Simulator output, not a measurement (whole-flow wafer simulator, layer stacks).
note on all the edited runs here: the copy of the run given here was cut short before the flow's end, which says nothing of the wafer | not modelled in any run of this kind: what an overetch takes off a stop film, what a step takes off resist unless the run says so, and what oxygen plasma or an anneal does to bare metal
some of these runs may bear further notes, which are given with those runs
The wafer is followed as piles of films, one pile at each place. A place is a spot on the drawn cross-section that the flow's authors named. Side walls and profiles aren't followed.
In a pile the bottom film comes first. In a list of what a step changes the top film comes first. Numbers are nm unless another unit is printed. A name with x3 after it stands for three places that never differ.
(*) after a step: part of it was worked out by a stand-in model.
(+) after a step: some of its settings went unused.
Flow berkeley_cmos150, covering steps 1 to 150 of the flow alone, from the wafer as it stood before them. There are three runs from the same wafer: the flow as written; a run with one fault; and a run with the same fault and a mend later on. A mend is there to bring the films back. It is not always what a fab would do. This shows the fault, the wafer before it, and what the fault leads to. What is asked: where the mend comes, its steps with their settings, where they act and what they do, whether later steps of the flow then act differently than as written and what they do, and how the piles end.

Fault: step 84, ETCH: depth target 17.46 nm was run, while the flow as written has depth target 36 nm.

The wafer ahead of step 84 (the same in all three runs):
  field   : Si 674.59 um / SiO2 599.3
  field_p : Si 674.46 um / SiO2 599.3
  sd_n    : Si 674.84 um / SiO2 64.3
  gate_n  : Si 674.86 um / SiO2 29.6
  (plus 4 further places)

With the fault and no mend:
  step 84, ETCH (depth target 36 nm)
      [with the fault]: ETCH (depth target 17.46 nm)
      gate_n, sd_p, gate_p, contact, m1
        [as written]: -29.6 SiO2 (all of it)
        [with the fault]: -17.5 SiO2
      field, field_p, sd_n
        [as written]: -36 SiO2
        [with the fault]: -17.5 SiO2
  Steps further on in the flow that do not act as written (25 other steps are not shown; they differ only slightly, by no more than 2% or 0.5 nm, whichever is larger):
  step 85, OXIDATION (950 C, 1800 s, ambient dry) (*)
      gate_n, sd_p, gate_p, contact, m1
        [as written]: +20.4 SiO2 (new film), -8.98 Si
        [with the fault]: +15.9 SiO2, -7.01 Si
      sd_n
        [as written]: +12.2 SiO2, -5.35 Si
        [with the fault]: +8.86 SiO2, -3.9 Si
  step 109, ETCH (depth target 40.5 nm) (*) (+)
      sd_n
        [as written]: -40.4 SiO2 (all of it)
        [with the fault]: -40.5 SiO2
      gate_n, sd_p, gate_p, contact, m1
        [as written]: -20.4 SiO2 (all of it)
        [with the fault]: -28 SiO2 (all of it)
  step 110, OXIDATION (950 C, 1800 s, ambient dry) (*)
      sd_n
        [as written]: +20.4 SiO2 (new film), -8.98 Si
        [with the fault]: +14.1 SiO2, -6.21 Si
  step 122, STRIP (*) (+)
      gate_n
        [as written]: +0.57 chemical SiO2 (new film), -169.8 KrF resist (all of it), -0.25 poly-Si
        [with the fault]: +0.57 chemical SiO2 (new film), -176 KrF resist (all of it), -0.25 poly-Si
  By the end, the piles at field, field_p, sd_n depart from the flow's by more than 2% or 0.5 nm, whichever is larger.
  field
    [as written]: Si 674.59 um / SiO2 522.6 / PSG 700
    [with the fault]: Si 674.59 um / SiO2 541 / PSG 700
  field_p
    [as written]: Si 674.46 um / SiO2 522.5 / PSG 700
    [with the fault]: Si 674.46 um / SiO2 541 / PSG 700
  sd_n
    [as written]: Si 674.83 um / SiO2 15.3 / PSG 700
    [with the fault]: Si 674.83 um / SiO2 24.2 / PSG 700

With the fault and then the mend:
  After step 84 comes the mend.
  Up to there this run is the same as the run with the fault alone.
  step 84a, ETCH (depth target 18.54 nm) (a further turn of the flow's step 84, with different settings)
      gate_n, sd_p, gate_p, contact, m1
        -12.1 SiO2 (all of it)
      field, field_p, sd_n
        -18.5 SiO2
  None of the later steps of the flow acts differently than as written at any place that is followed.
  At every place that both follow, the piles at the end match the flow's.
